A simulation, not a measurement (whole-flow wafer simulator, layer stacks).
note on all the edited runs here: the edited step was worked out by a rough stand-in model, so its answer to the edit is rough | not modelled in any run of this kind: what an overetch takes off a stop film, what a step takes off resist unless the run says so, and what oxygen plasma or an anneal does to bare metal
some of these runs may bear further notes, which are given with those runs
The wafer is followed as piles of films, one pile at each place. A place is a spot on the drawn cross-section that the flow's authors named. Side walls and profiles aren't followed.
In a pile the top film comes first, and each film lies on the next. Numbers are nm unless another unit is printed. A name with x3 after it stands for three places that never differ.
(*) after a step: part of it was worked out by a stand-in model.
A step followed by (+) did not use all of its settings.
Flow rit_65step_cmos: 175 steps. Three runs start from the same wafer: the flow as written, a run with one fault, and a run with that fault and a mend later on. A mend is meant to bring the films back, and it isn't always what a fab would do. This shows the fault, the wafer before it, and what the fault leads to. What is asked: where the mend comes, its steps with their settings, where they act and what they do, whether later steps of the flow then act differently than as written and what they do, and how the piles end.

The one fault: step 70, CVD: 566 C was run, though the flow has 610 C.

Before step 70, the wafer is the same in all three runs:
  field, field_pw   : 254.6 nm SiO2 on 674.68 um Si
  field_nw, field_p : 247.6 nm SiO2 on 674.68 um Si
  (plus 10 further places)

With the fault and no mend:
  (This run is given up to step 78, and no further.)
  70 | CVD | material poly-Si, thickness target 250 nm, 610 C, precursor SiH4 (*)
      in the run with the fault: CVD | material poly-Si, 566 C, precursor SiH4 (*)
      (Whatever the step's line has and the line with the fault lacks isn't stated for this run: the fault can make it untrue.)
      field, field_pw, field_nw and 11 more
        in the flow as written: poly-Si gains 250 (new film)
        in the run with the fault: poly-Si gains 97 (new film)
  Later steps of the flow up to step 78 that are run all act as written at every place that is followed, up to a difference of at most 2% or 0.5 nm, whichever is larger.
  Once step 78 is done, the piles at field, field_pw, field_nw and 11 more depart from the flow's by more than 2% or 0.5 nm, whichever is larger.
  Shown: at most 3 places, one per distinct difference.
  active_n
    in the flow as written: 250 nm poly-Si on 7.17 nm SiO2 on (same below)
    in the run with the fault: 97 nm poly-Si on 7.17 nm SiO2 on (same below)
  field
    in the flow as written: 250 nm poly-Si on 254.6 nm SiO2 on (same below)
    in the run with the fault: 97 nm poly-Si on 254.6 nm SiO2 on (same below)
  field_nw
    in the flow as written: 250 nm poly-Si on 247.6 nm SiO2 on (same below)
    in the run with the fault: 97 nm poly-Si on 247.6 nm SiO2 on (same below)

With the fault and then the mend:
  After step 78 comes the mend.
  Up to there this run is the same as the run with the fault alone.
  78a | STRIP | resist, chemistry O2, 180 s (*)
      field, field_pw, field_nw and 9 more
        chemical SiO2 gains 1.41 (new film), poly-Si loses 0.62
      gate_n, gate_p
        chemical SiO2 gains 1.33 (new film), resist loses 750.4 (all of it), poly-Si loses 0.59
  78b | CLEAN | chemistry SC2, 75 C, 600 s (*) (the flow's step 66, run once more)
      alters no film at any place that is followed
  78c | CVD | material poly-Si, thickness target 153 nm, 610 C, precursor SiH4 (*) (the flow's step 70, run once more with other settings)
      field, field_pw, field_nw and 11 more
        poly-Si gains 153 (new film)
  78d | HMDS | 140 C, 60 s (the flow's step 72, run once more)
      alters no film at any place that is followed
  78e | COAT | resist, thickness 850 nm (the flow's step 73, run once more)
      active_n, active_p, sd_p
        resist gains 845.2 (new film)
      gate_n, gate_p, sd_n
        resist gains 846.9 (new film)
      spacer, spacer_p
        resist gains 846.8 (new film)
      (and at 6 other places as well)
  78f | SOFTBAKE | resist, 90 C, 60 s (the flow's step 74, run once more)
      alters no film at any place that is followed
  78g | EXPOSE | photomask M6, dose 380 mJ/cm2, NA 0.6, wavelength 365 nm (the flow's step 75, run once more)
      alters no film at any place that is followed
  78h | PEB | resist, 110 C, 60 s (the flow's step 76, run once more)
      gate_n, gate_p, spacer, spacer_p, sd_n, contact, m1
        resist loses 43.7
      active_n, active_p, sd_p
        resist loses 43.6
      field
        resist loses 45.3
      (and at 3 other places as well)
  78i | DEVELOP | resist, thickness 850 nm, 50 s (the flow's step 77, run once more)
      active_n, active_p
        resist loses 801.6 (all of it)
      spacer, spacer_p
        resist loses 803.1 (all of it)
      field
        resist loses 832.7 (all of it)
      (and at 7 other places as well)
  78j | HARDBAKE | resist, 140 C, 60 s (the flow's step 78, run once more)
      gate_n, gate_p
        resist loses 52.7
  Steps further on in the flow that do not act as written (not shown: 33 more steps that differ only slightly, by at most 2% or 0.5 nm, whichever is larger):
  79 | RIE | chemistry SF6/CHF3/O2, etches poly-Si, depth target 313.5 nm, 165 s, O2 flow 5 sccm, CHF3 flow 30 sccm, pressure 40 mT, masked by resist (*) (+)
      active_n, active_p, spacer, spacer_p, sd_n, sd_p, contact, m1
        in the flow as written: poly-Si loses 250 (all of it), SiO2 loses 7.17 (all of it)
        in the run with the mend: poly-Si loses 153 (all of it), chemical SiO2 loses 1.41 (all of it), poly-Si loses 96.3 (all of it), SiO2 loses 7.17 (all of it)
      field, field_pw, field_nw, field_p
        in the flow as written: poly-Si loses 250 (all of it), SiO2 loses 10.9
        in the run with the mend: poly-Si loses 153 (all of it), chemical SiO2 loses 1.41 (all of it), poly-Si loses 96.3 (all of it), SiO2 loses 9.65
  By the end, the piles at gate_n, gate_p depart from the flow's by more than 2% or 0.5 nm, whichever is larger.
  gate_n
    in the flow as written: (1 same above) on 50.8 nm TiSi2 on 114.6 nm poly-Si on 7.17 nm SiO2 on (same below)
    in the run with the mend: (1 same above) on 50.8 nm TiSi2 on 17.6 nm poly-Si on 1.33 nm chemical SiO2 on 96.4 nm poly-Si on 7.17 nm SiO2 on (same below)
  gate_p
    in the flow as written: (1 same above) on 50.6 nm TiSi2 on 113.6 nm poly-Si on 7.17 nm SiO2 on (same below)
    in the run with the mend: (1 same above) on 50.6 nm TiSi2 on 16.6 nm poly-Si on 1.33 nm chemical SiO2 on 96.4 nm poly-Si on 7.17 nm SiO2 on (same below)
